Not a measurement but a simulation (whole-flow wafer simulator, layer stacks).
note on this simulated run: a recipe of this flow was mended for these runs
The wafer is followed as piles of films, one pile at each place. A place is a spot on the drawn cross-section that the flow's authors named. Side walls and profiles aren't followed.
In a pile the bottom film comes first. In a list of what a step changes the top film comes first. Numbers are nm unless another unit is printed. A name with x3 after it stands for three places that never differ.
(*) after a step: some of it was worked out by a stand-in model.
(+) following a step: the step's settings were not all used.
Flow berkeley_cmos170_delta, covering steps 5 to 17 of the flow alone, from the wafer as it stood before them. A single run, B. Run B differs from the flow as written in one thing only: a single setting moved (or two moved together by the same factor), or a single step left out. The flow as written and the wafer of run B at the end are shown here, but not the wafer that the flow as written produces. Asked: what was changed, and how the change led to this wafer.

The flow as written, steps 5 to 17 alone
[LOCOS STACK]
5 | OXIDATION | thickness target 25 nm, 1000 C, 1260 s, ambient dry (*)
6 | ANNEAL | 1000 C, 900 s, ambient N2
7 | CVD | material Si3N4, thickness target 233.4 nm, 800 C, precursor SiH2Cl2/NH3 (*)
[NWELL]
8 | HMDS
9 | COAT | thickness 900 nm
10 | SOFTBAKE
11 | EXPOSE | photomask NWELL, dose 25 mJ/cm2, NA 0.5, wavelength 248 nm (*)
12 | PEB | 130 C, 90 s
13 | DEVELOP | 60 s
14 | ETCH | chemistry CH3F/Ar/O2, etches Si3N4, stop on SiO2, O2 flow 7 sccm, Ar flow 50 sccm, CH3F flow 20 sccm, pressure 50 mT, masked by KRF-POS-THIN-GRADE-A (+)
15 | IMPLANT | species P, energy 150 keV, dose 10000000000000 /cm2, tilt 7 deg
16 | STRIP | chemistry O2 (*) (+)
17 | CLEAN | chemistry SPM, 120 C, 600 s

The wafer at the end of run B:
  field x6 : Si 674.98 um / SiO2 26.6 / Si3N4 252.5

Cause: step 7, CVD: thickness target 252.5 nm was run, though the flow has thickness target 233.4 nm.
The wafer lets one read it off: field x6 has Si3N4 252.5, and step 7 as written asks for 233.4 nm.

The path from the change to this, step by step:
  7 | CVD | material Si3N4, thickness target 233.4 nm, 800 C, precursor SiH2Cl2/NH3 (*)
      field x6, sd_p x3: Si3N4 gains 252.5 (new film) (in the flow as written it would be: Si3N4 gains 233.4 (new film))
  14 | ETCH | chemistry CH3F/Ar/O2, etches Si3N4, stop on SiO2, O2 flow 7 sccm, Ar flow 50 sccm, CH3F flow 20 sccm, pressure 50 mT, masked by KRF-POS-THIN-GRADE-A (+)
      field x6: KrF-resist loses 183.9 (in the flow as written it would be: KrF-resist loses 171.2)
      sd_p x3: Si3N4 loses 252.5 (all of it), SiO2 loses 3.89 (in the flow as written it would be: Si3N4 loses 233.4 (all of it), SiO2 loses 3.89)
